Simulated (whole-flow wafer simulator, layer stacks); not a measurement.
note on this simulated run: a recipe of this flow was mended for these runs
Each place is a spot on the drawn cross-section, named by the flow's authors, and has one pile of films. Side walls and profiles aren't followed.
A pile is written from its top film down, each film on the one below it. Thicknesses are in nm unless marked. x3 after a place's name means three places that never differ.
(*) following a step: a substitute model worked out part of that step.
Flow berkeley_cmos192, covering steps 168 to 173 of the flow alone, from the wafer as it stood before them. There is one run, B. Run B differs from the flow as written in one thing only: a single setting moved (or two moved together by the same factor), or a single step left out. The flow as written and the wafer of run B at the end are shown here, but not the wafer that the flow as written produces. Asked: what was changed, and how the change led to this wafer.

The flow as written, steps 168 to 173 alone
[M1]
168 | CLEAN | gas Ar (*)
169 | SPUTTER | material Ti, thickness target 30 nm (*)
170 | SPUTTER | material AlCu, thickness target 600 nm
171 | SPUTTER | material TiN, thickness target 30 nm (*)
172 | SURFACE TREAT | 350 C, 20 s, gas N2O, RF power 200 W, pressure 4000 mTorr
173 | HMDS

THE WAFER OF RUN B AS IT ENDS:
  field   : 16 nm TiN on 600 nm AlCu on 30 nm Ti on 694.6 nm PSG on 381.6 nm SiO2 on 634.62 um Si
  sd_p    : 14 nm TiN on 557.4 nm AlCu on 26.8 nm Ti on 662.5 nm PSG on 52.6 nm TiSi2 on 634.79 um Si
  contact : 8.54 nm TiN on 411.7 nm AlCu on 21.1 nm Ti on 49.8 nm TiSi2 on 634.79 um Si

What caused this: step 171, SPUTTER: thickness target 16 nm was run, though the flow has thickness target 30 nm.
The wafer itself shows it: field has TiN 16, and step 171 as written asks for 30 nm.

The path from the change to this, step by step:
  171 | SPUTTER | material TiN, thickness target 30 nm (*)
      field, sd_n, spacer_n, gate, spacer_p, gate_p, m1: +16 TiN (new film) (it would be, as written: +30 TiN (new film))
      sd_p: +14 TiN (new film) (it would be, as written: +26.2 TiN (new film))
      (also at 1 further place)
